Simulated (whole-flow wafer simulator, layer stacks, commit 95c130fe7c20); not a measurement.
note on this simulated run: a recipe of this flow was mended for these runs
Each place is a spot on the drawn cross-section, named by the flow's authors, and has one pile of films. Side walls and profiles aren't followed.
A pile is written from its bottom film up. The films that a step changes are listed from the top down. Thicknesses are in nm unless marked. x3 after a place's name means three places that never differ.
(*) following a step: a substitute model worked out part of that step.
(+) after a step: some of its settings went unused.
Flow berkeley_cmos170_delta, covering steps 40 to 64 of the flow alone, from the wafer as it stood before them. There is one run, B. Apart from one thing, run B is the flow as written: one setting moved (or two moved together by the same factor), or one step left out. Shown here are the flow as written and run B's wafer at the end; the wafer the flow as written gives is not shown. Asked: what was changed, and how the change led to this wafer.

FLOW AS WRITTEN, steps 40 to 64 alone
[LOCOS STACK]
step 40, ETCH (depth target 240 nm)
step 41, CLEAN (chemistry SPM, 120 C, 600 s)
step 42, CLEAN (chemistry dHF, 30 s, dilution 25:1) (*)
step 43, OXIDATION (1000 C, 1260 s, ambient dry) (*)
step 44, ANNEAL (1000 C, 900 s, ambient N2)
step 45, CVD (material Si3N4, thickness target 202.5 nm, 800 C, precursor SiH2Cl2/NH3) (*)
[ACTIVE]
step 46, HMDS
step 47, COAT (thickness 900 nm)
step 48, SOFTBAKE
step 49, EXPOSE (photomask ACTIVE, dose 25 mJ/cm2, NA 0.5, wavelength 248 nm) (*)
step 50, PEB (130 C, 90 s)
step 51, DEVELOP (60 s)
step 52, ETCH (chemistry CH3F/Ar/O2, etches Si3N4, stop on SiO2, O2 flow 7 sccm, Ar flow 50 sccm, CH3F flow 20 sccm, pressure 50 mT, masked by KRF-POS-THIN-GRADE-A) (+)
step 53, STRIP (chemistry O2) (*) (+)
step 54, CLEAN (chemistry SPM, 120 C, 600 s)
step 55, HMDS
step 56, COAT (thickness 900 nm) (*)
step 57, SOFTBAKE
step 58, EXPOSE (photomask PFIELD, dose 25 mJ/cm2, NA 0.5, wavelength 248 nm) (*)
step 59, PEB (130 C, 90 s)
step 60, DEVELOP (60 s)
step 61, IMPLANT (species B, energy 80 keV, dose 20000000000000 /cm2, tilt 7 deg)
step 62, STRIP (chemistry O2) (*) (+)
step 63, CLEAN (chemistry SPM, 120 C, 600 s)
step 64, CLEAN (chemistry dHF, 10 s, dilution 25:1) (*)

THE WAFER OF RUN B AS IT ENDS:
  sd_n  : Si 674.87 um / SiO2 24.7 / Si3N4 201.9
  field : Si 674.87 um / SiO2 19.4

The reason: step 43, OXIDATION: 1102 s was run, while the flow as written has 1260 s.

How this came from the change, step by step:
  step 43, OXIDATION (1000 C, 1260 s, ambient dry) (*)
      field, sd_n, spacer_n and 6 more: SiO2 gains 24.7 (new film), Si loses 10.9 (it would be, as written: SiO2 gains 26.6 (new film), Si loses 11.7)
